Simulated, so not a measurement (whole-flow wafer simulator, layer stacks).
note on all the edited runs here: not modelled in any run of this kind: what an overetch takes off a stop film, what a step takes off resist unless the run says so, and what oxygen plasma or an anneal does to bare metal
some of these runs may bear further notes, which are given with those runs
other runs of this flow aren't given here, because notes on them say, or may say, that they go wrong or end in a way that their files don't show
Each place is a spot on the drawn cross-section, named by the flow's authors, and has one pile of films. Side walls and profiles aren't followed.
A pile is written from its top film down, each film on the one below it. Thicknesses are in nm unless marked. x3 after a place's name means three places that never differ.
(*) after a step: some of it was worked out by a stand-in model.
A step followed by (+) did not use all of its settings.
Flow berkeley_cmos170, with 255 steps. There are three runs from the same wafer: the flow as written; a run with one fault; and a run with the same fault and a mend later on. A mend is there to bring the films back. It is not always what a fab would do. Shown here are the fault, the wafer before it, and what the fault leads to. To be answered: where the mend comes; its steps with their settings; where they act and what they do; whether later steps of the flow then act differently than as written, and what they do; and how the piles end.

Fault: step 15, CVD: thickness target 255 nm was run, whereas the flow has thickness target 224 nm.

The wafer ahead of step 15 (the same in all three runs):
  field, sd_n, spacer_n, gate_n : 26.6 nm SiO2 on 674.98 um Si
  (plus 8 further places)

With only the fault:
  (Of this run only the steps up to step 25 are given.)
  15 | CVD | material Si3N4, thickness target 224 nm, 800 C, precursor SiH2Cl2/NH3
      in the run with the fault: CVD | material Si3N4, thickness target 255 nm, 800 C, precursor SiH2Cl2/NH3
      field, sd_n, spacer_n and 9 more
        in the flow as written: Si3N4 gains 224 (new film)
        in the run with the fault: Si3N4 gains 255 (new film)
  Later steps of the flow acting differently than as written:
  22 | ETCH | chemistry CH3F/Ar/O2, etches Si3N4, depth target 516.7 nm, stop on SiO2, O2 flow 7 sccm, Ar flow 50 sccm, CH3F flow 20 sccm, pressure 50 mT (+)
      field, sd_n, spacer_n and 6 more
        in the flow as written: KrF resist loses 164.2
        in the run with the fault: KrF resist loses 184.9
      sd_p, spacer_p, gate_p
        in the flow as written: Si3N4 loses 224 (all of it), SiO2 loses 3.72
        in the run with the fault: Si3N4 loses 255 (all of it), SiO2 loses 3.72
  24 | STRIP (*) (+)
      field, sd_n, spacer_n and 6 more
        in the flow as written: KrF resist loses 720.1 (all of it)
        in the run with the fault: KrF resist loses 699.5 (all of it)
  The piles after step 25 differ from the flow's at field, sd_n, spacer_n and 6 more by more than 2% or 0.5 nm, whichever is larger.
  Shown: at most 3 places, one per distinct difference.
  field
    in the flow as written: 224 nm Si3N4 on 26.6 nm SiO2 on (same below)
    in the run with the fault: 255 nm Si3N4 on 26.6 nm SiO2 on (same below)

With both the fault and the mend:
  After step 15 comes the mend.
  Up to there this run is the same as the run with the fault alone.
  15a | ETCH | chemistry h3po4, depth target 31 nm
      field, sd_n, spacer_n and 9 more
        Si3N4 loses 31
  Later steps of the flow that are run all act as written at every place that is followed.
  At every place that both follow, the piles at the end match the flow's.
